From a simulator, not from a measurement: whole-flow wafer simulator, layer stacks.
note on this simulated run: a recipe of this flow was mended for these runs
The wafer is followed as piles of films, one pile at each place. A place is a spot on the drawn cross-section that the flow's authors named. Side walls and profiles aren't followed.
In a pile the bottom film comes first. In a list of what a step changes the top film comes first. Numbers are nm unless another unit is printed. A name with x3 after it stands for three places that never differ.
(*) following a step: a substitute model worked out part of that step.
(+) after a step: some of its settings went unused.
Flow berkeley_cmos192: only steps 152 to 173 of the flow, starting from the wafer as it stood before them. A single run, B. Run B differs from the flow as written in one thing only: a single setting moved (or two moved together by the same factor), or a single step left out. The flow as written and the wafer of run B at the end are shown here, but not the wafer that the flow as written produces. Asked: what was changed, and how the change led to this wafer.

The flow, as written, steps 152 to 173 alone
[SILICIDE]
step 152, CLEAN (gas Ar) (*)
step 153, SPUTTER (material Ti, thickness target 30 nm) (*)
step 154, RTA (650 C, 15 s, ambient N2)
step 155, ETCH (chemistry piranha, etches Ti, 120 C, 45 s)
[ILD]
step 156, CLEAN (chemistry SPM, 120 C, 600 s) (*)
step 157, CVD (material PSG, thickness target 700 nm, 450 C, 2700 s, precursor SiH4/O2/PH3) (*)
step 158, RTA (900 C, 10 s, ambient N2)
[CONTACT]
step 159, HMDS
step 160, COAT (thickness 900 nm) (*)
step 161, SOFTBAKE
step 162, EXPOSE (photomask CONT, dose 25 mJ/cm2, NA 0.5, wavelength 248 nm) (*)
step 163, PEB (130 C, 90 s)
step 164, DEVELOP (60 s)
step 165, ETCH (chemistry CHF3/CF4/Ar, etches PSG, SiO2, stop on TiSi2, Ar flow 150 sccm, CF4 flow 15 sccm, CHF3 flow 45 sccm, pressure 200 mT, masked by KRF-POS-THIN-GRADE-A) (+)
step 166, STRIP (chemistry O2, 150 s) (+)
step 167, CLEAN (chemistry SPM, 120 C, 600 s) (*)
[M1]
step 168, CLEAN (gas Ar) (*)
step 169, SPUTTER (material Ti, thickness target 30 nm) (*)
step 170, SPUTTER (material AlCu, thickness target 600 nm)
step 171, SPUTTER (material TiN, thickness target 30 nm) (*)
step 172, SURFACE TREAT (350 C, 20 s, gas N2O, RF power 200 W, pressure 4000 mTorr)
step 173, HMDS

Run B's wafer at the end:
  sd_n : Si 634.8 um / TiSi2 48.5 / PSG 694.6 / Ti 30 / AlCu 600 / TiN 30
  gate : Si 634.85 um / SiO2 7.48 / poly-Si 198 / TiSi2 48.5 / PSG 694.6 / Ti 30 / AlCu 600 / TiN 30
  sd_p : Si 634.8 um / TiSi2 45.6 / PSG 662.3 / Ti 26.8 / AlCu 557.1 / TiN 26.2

What caused this: step 153, SPUTTER: thickness target 26 nm was run, while the flow as written has thickness target 30 nm.

Step by step, how the change led to this:
  step 153, SPUTTER (material Ti, thickness target 30 nm) (*)
      field, sd_n, spacer_n, gate, spacer_p, gate_p, contact, m1: Ti gains 26 (new film) (in the flow as written it would be: Ti gains 30 (new film))
      sd_p: Ti gains 24.5 (new film) (in the flow as written it would be: Ti gains 28.2 (new film))
  step 154, RTA (650 C, 15 s, ambient N2)
      sd_n, contact, m1: Ti loses 20.3, TiSi2 C49 gains 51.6 (new film), Si loses 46 (in the flow as written it would be: Ti loses 23.4, TiSi first gains 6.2 (new film), TiSi2 C49 gains 50.3 (new film), Si loses 49)
      gate, gate_p: Ti loses 20.3, TiSi2 C49 gains 51.6 (new film), poly-Si loses 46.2 (in the flow as written it would be: Ti loses 23.4, TiSi first gains 6.2 (new film), TiSi2 C49 gains 50.3 (new film), poly-Si loses 49.2)
      (and at 1 other place as well)
  step 155, ETCH (chemistry piranha, etches Ti, 120 C, 45 s)
      sd_n, gate, gate_p, contact, m1: Ti loses 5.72 (all of it), TiSi2 C49 loses 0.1 (in the flow as written it would be: Ti loses 6.6 (all of it), TiSi first loses 0.1)
      sd_p: Ti loses 5.38 (all of it), TiSi2 C49 loses 0.1 (in the flow as written it would be: Ti loses 6.21 (all of it), TiSi first loses 0.1)
      (and at 3 other places as well)
  step 158, RTA (900 C, 10 s, ambient N2)
      sd_n, contact, m1: under 1 film: TiSi2 gains 48.5 (new film), TiSi2 C49 loses 51.5 (all of it) (in the flow as written it would be: under 1 film: TiSi2 gains 55.9 (new film), TiSi first loses 6.09 (all of it), TiSi2 C49 loses 50.3 (all of it), Si loses 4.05)
      gate, gate_p: under 1 film: TiSi2 gains 48.5 (new film), TiSi2 C49 loses 51.5 (all of it) (in the flow as written it would be: under 1 film: TiSi2 gains 55.9 (new film), TiSi first loses 6.09 (all of it), TiSi2 C49 loses 50.3 (all of it), poly-Si loses 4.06)
      (and at 1 other place as well)
